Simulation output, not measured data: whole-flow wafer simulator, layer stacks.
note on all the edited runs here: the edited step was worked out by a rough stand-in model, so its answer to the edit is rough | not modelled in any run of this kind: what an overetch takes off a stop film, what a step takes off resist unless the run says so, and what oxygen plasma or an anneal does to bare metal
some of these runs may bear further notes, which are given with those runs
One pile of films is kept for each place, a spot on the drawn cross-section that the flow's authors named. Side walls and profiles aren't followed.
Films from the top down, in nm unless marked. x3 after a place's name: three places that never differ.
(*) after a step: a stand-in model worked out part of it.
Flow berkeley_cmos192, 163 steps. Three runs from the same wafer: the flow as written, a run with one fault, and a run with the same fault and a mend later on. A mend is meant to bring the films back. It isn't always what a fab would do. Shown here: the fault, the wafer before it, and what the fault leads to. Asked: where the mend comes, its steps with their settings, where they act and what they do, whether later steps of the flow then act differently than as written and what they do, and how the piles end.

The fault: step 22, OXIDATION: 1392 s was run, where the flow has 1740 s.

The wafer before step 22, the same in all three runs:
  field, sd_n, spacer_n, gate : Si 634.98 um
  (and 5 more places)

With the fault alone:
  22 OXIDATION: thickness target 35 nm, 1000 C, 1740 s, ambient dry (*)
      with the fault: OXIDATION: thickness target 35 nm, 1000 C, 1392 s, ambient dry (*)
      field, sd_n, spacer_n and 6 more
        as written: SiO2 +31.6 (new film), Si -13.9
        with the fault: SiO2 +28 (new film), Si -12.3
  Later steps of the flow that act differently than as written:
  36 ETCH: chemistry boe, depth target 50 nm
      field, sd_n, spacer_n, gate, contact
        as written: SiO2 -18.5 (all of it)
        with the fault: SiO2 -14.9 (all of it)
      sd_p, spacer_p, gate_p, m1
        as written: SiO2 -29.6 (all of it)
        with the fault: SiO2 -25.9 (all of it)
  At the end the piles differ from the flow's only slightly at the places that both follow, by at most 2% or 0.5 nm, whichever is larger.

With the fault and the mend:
  The mend comes after step 22.
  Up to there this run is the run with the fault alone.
  22a OXIDATION: thickness target 35 nm, 1000 C, 348 s, ambient dry (*) (the flow's step 22 once more, with other settings)
      field, sd_n, spacer_n and 6 more
        SiO2 +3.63, Si -1.6
  No later step of the flow acts differently than as written at any place that is followed.
  At the end the piles are the same as the flow's at every place that both follow.
